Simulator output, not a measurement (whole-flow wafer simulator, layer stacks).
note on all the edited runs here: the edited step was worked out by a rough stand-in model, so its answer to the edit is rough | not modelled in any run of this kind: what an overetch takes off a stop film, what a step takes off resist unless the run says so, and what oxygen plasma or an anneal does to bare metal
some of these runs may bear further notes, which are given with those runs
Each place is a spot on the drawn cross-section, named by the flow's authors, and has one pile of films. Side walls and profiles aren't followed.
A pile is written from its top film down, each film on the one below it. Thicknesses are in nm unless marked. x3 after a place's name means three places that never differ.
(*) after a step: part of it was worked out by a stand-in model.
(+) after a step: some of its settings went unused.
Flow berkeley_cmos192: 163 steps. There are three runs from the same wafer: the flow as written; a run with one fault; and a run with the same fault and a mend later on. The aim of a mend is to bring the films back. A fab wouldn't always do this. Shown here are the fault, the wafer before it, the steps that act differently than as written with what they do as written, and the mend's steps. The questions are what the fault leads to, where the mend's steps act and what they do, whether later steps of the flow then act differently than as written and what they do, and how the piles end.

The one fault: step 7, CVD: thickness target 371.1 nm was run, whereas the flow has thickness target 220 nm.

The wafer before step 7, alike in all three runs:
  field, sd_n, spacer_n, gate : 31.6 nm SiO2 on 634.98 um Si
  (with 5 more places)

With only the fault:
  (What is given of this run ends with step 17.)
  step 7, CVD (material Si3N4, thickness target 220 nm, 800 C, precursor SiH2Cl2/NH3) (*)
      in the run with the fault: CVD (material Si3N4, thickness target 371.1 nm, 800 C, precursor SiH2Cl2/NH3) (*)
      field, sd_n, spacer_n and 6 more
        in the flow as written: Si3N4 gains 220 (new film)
        in the run with the fault: Si3N4 gains 371.1 (new film)
  Steps later in the flow that act otherwise than as written:
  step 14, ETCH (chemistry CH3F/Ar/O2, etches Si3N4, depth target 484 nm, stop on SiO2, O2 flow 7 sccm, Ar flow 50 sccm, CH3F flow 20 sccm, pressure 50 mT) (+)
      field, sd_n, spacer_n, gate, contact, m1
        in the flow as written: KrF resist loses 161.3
        in the run with the fault: KrF resist loses 262.1
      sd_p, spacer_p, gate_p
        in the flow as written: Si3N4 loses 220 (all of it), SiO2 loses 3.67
        in the run with the fault: Si3N4 loses 371.1 (all of it), SiO2 loses 3.67
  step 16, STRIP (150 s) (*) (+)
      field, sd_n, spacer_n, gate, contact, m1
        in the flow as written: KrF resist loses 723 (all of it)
        in the run with the fault: KrF resist loses 622.3 (all of it)
  Once step 17 is done, the piles at field, sd_n, spacer_n, gate, contact, m1 depart from the flow's by more than 2% or 0.5 nm, whichever is larger.
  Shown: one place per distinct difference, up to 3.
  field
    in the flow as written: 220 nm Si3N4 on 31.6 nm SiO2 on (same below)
    in the run with the fault: 371.1 nm Si3N4 on 31.6 nm SiO2 on (same below)

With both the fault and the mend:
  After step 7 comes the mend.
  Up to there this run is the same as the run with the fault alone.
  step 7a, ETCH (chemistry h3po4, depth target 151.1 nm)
      field, sd_n, spacer_n and 6 more
        Si3N4 loses 151.1
  Later steps of the flow that are run all act as written at every place that is followed.
  By the end, the piles equal the flow's at every place that both follow.
